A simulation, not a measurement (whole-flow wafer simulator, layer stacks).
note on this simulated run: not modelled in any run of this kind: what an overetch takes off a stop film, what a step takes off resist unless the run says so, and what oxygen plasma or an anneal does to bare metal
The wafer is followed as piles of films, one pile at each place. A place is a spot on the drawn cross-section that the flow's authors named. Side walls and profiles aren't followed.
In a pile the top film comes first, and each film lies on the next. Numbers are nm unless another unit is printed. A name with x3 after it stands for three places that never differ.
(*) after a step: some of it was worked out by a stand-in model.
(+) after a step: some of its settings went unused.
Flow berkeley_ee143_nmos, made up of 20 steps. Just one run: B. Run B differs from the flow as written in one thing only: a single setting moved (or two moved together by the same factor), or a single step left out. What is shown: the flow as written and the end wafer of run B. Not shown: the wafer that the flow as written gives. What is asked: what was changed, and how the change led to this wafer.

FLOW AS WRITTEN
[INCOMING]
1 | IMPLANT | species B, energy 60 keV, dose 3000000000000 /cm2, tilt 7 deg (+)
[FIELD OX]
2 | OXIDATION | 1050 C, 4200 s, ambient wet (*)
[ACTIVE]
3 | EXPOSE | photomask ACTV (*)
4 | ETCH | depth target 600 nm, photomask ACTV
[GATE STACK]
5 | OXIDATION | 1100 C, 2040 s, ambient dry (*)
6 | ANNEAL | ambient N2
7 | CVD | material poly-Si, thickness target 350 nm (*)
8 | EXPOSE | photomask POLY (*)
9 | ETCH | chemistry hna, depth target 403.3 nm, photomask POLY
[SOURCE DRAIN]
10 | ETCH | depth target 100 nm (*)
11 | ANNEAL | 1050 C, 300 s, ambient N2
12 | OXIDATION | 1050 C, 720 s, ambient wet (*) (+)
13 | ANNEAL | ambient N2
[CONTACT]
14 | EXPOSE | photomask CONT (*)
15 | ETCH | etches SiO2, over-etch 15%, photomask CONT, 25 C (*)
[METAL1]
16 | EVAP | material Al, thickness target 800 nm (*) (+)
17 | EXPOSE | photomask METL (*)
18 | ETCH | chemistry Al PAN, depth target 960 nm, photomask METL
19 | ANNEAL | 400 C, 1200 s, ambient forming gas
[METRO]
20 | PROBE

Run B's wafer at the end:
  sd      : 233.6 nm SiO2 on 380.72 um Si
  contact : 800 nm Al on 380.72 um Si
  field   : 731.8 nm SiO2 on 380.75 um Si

What caused this: step 9, ETCH: depth target 282.3 nm was run, whereas the flow has depth target 403.3 nm.

The path from the change to this, step by step:
  9 | ETCH | chemistry hna, depth target 403.3 nm, photomask POLY
      sd, contact, field: -282.3 poly-Si (in the flow as written it would be: -350 poly-Si (all of it))
  10 | ETCH | depth target 100 nm (*)
      sd, contact: nothing (in the flow as written it would be: -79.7 SiO2 (all of it))
      field: nothing (in the flow as written it would be: -100 SiO2)
  12 | OXIDATION | 1050 C, 720 s, ambient wet (*) (+)
      sd, contact: -67.7 poly-Si (all of it), +153.9 SiO2 (in the flow as written it would be: +189.4 SiO2 (new film), -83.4 Si)
      field: -67.7 poly-Si (all of it), +153.9 SiO2 (in the flow as written it would be: +69.1 SiO2, -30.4 Si)
  15 | ETCH | etches SiO2, over-etch 15%, photomask CONT, 25 C (*)
      contact: -233.6 SiO2 (all of it) (in the flow as written it would be: -189.4 SiO2 (all of it))
